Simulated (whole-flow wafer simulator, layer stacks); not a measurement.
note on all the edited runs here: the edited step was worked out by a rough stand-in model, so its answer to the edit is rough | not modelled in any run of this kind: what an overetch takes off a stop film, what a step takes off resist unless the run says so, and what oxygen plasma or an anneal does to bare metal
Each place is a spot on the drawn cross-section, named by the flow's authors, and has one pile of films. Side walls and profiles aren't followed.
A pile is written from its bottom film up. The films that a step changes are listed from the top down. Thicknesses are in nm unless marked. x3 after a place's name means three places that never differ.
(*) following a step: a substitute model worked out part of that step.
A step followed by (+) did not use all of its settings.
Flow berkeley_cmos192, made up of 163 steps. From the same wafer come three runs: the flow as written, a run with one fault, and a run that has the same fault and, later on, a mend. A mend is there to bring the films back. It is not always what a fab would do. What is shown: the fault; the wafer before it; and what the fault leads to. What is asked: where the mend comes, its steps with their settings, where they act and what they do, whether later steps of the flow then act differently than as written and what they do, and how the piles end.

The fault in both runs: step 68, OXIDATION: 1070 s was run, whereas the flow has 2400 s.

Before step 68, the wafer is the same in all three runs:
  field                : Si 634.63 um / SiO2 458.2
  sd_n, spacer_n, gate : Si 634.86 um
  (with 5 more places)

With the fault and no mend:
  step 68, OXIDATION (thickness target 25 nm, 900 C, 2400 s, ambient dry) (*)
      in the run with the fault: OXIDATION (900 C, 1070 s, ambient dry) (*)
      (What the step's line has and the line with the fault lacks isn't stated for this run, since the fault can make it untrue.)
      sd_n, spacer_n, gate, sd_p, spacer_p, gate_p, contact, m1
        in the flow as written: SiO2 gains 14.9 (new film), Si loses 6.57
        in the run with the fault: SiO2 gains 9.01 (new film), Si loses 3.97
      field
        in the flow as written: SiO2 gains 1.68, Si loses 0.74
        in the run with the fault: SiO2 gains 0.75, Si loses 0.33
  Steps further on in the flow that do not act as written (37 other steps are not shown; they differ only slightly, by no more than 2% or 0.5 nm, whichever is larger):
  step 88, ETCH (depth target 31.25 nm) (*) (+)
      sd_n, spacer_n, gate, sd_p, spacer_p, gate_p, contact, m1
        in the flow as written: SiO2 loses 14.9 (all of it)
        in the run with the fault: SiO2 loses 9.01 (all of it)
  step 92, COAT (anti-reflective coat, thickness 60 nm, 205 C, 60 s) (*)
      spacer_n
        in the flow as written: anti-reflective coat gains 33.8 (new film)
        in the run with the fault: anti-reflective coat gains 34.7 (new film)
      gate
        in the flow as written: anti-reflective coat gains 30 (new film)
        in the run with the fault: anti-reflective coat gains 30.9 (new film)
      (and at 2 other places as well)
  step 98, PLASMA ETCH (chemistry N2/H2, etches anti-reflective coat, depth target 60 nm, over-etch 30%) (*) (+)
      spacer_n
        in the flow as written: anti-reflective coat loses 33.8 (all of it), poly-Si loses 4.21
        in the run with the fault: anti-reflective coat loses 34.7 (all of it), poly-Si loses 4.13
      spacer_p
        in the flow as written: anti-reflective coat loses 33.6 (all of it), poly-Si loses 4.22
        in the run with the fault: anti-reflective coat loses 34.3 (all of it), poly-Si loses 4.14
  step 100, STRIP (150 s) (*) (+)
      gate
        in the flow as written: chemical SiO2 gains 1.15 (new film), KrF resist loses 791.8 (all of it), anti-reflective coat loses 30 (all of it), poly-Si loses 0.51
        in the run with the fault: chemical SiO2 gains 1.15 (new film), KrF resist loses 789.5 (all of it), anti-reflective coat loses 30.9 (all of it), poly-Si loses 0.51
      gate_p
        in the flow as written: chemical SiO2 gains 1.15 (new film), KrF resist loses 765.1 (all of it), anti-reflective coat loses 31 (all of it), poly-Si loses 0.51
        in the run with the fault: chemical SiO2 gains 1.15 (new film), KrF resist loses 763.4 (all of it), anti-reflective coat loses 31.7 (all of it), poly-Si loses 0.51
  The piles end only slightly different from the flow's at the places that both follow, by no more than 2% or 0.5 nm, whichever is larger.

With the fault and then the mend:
  The mend follows step 69.
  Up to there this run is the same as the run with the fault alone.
  step 69a, OXIDATION (900 C, 1269 s, ambient dry) (*) (the flow's step 68 again, with other settings)
      sd_n, spacer_n, gate, sd_p, spacer_p, gate_p, contact, m1
        SiO2 gains 5.89, Si loses 2.59
      field
        SiO2 gains 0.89, Si loses 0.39
  Every later step of the flow that is run acts as written, at every place that is followed, to within 2% or 0.5 nm, whichever is larger.
  The piles end only slightly different from the flow's at the places that both follow, by no more than 2% or 0.5 nm, whichever is larger.
